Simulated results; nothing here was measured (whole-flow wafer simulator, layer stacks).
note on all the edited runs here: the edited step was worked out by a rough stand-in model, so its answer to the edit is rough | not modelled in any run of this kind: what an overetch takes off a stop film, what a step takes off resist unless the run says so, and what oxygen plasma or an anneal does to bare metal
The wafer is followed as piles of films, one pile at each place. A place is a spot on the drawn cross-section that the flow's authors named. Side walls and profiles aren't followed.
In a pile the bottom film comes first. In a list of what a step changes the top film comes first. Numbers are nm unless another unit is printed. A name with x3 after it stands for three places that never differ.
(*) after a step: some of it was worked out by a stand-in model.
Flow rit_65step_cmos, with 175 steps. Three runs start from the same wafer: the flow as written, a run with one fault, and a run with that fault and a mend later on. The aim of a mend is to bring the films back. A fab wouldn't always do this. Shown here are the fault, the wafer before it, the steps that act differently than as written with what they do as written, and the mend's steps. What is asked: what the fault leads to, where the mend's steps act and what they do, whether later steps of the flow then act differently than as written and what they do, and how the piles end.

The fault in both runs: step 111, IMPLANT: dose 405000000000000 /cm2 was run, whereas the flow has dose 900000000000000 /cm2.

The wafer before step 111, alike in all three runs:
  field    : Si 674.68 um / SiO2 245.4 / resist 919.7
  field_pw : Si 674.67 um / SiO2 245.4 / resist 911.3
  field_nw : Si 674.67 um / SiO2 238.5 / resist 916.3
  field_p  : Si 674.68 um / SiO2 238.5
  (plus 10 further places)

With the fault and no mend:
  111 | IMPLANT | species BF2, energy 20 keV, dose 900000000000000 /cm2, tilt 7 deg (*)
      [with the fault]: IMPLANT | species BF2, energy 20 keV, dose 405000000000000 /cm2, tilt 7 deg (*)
      does the same as it does as written at each place that is followed
  Every later step of the flow that is run acts as written, at every place that is followed, to within 2% or 0.5 nm, whichever is larger.
  By the end, the piles at spacer_p depart from the flow's by more than 2% or 0.5 nm, whichever is larger.
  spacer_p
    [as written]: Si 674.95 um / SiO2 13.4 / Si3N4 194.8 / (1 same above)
    [with the fault]: Si 674.95 um / SiO2 13.9 / Si3N4 194.8 / (1 same above)

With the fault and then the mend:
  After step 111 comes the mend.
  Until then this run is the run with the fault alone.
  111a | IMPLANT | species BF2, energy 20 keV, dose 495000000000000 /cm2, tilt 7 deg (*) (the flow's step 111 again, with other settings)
      leaves every film unchanged at each place that is followed
  Every later step of the flow that is run acts as written at every place that is followed.
  At every place that both follow, the piles at the end match the flow's.
